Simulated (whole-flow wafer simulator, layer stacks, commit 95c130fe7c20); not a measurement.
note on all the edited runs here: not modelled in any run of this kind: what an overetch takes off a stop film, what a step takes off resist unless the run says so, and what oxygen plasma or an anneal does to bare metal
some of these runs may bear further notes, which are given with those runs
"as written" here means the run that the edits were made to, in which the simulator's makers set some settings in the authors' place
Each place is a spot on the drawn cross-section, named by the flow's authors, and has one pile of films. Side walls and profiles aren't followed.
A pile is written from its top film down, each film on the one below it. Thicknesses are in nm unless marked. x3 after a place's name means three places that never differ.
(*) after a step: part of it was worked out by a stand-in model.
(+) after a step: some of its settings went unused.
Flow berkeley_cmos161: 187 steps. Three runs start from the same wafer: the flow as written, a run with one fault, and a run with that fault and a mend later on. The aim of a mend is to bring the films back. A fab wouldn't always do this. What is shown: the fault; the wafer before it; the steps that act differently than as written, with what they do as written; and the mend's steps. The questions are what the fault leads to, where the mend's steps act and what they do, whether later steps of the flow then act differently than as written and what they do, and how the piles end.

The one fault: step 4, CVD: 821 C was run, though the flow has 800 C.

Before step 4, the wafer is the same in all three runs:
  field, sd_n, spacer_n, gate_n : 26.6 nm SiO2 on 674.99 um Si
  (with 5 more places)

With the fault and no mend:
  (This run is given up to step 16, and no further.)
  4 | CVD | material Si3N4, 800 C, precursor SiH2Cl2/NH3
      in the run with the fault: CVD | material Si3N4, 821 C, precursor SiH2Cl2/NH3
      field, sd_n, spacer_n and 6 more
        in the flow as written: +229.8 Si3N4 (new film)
        in the run with the fault: +278.5 Si3N4 (new film)
  Steps further on in the flow that do not act as written (1 more step, not shown, differs only slightly: by at most 2% or 0.5 nm, whichever is larger):
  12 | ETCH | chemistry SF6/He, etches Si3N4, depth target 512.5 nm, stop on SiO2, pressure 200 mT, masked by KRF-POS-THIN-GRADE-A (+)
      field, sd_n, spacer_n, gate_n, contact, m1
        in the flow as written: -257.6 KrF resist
        in the run with the fault: -310.6 KrF resist
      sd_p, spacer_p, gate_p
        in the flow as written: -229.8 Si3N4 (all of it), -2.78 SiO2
        in the run with the fault: -278.5 Si3N4 (all of it), -2.78 SiO2
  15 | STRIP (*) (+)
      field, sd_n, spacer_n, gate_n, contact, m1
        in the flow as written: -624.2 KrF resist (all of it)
        in the run with the fault: -571.3 KrF resist (all of it)
  Once step 16 is done, the piles at field, sd_n, spacer_n, gate_n, contact, m1 depart from the flow's by more than 2% or 0.5 nm, whichever is larger.
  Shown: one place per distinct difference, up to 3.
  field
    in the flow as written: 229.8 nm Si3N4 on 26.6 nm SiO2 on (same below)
    in the run with the fault: 278.5 nm Si3N4 on 26.6 nm SiO2 on (same below)

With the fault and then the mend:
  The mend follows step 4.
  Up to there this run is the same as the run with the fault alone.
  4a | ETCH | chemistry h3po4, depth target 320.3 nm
      field, sd_n, spacer_n and 6 more
        -278.5 Si3N4 (all of it)
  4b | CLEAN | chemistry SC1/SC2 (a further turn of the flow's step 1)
      alters no film at any place that is followed
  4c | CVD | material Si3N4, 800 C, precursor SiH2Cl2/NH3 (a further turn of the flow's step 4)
      field, sd_n, spacer_n and 6 more
        +229.8 Si3N4 (new film)
  Every later step of the flow that is run acts as written at every place that is followed.
  At every place that both follow, the piles at the end match the flow's.
